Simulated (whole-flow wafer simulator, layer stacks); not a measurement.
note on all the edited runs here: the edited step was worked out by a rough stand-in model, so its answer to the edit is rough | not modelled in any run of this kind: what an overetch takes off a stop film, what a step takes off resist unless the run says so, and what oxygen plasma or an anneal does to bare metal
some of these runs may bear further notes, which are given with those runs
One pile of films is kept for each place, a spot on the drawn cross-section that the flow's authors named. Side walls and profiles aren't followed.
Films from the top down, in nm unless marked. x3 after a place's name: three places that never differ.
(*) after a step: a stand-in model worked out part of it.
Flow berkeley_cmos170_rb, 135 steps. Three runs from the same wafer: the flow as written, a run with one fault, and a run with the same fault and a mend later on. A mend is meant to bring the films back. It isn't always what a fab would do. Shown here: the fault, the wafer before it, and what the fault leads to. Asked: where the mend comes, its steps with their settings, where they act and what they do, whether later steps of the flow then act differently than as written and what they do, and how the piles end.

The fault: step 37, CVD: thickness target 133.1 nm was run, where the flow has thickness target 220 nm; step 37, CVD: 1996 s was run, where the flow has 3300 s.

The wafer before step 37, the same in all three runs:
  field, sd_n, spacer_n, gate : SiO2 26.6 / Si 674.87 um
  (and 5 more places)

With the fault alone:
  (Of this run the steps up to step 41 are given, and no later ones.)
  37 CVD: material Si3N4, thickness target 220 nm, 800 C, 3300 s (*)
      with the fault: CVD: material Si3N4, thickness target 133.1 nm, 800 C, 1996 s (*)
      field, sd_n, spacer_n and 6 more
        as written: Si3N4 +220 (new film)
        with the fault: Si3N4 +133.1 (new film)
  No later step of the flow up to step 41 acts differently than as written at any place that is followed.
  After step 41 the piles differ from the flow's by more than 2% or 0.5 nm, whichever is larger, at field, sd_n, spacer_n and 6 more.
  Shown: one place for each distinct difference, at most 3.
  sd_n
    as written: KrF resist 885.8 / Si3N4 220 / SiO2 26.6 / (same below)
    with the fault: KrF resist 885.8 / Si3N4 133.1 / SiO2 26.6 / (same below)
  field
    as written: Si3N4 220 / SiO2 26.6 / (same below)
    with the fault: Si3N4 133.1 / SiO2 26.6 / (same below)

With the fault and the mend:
  The mend comes after step 37.
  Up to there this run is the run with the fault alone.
  37a ETCH: chemistry h3po4, depth target 153.6 nm (the flow's step 30 once more, with other settings)
      field, sd_n, spacer_n and 6 more
        Si3N4 -133.1 (all of it)
  37b CLEAN (*)
      changes no film at any place that is followed
  37c CVD: material Si3N4, thickness target 220 nm, 800 C, 3300 s (*) (the flow's step 37 once more)
      field, sd_n, spacer_n and 6 more
        Si3N4 +220 (new film)
  No later step of the flow acts differently than as written at any place that is followed.
  At the end the piles are the same as the flow's at every place that both follow.
